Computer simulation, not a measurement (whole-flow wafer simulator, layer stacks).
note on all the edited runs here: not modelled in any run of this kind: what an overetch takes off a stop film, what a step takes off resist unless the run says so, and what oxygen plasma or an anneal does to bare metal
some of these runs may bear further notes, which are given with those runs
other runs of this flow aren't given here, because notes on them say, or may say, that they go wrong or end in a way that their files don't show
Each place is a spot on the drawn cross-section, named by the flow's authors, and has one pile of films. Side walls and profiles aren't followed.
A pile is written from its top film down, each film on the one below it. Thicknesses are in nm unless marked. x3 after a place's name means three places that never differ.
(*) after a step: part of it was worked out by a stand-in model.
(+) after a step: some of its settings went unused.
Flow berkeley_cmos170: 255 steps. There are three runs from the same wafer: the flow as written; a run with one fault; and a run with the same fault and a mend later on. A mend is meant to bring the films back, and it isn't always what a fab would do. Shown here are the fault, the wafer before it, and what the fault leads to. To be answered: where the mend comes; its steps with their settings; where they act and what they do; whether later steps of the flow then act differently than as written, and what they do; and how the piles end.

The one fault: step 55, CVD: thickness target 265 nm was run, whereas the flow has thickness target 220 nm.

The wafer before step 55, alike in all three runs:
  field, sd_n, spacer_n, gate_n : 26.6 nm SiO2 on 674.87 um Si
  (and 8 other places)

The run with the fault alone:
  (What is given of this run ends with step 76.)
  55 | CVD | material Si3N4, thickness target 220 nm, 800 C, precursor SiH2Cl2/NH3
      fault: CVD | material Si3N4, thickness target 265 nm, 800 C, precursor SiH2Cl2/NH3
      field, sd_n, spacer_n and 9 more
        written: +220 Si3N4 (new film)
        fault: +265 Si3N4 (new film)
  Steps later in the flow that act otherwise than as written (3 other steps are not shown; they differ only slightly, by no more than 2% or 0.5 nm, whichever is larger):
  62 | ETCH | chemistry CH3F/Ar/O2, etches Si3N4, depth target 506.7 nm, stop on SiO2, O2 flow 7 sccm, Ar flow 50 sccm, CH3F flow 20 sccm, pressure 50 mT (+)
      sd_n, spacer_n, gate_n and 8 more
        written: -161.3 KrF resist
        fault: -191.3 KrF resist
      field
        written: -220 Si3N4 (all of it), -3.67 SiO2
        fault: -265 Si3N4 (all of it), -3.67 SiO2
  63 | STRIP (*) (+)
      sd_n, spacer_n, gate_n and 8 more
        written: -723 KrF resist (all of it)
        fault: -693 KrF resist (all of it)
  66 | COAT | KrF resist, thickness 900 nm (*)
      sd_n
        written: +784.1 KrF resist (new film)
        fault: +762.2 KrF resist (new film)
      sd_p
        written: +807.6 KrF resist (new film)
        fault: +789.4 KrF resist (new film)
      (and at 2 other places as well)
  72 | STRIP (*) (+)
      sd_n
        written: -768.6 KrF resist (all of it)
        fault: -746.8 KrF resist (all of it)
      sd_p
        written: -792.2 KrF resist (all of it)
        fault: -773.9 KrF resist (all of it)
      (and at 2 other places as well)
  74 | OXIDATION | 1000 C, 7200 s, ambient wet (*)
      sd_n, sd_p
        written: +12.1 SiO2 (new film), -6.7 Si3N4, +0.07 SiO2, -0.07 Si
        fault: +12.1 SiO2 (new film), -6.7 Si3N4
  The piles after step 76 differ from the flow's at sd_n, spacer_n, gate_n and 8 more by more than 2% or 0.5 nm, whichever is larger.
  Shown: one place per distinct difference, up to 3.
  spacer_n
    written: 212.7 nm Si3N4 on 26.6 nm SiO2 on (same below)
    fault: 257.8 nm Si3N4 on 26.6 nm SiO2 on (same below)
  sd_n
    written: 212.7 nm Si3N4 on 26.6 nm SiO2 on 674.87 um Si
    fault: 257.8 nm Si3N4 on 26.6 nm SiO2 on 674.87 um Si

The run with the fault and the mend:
  The mend follows step 55.
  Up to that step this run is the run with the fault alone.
  55a | ETCH | chemistry h3po4, depth target 45 nm
      field, sd_n, spacer_n and 9 more
        -45 Si3N4
  Later steps of the flow that are run all act as written at every place that is followed.
  By the end, the piles equal the flow's at every place that both follow.
